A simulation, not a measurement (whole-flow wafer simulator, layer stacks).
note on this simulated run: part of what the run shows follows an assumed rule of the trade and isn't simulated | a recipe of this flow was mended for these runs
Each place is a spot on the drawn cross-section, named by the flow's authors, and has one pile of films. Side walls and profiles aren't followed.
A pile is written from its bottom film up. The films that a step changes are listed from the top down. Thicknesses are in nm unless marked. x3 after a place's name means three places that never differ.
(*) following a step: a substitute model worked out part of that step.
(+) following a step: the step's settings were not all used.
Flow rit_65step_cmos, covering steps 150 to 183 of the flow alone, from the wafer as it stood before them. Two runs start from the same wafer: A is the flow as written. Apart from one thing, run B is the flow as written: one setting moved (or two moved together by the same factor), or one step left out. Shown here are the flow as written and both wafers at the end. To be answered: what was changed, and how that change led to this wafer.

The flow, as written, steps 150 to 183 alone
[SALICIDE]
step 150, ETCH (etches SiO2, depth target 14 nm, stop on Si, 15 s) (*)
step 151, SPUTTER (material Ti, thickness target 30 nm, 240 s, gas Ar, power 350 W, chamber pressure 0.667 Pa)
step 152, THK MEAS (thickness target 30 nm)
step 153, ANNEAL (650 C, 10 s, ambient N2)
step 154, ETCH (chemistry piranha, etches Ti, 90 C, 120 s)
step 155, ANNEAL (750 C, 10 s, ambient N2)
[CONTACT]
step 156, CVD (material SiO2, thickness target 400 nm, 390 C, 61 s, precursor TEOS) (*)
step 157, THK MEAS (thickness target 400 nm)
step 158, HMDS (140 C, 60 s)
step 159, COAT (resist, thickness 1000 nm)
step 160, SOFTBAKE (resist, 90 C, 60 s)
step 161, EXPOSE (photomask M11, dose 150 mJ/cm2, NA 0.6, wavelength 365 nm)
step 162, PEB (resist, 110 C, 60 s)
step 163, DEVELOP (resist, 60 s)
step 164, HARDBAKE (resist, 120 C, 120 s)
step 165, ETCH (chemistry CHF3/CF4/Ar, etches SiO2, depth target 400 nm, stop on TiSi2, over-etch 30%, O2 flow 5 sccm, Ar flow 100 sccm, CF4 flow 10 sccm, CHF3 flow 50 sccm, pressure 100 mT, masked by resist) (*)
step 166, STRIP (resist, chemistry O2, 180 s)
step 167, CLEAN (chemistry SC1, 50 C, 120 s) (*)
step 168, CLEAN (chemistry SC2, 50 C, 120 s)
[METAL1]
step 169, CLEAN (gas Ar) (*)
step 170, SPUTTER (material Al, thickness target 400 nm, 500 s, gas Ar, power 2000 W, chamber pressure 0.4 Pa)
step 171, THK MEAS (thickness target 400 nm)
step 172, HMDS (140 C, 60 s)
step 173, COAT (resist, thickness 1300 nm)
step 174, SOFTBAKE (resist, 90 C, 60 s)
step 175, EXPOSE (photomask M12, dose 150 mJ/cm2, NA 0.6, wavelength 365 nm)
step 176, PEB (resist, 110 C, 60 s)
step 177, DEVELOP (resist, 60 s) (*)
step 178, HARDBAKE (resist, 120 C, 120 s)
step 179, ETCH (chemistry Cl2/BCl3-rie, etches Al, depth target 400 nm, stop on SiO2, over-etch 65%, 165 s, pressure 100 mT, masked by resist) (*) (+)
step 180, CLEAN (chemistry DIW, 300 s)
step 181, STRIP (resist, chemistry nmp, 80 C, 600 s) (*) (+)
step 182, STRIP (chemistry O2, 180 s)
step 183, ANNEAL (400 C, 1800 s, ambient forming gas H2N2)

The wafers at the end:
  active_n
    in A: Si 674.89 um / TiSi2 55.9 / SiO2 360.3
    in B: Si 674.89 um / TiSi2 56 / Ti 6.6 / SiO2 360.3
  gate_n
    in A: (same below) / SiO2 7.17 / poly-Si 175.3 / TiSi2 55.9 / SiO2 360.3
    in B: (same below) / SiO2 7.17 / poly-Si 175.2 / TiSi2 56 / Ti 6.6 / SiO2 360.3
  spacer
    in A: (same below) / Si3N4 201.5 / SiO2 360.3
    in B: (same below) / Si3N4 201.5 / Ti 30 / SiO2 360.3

What caused this: step 154, ETCH: chemistry piranha, etches Ti, 90 C, 120 s, was not run.

How this came from the change, step by step:
  step 156, CVD (material SiO2, thickness target 400 nm, 390 C, 61 s, precursor TEOS) (*)
      field, field_pw, field_nw, field_p: A SiO2 gains 400 | B SiO2 gains 400 (new film)
  step 159, COAT (resist, thickness 1000 nm)
      spacer_p: A resist gains 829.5 (new film) | B resist gains 812.9 (new film)
  step 162, PEB (resist, 110 C, 60 s)
      spacer_p: A resist loses 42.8 | B resist loses 41.9
  step 164, HARDBAKE (resist, 120 C, 120 s)
      spacer, spacer_p: A resist loses 26.5 | B resist loses 25.9
  step 165, ETCH (chemistry CHF3/CF4/Ar, etches SiO2, depth target 400 nm, stop on TiSi2, over-etch 30%, O2 flow 5 sccm, Ar flow 100 sccm, CF4 flow 10 sccm, CHF3 flow 50 sccm, pressure 100 mT, masked by resist) (*)
      contact: A SiO2 loses 400 (all of it), TiSi2 loses 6 | B SiO2 loses 400 (all of it), Ti loses 6.6 (all of it), TiSi2 loses 2.7
  step 166, STRIP (resist, chemistry O2, 180 s)
      spacer: A resist loses 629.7 (all of it) | B resist loses 614.7 (all of it)
      spacer_p: A resist loses 630.2 (all of it) | B resist loses 615.1 (all of it)
With metal films that touch counted as one body, active_n has 1 body; the flow as written gives 0 bodies.
With metal films that touch counted as one body, gate_n has 1 body; the flow as written gives 0 bodies.
With metal films that touch counted as one body, spacer has 1 body; the flow as written gives 0 bodies.
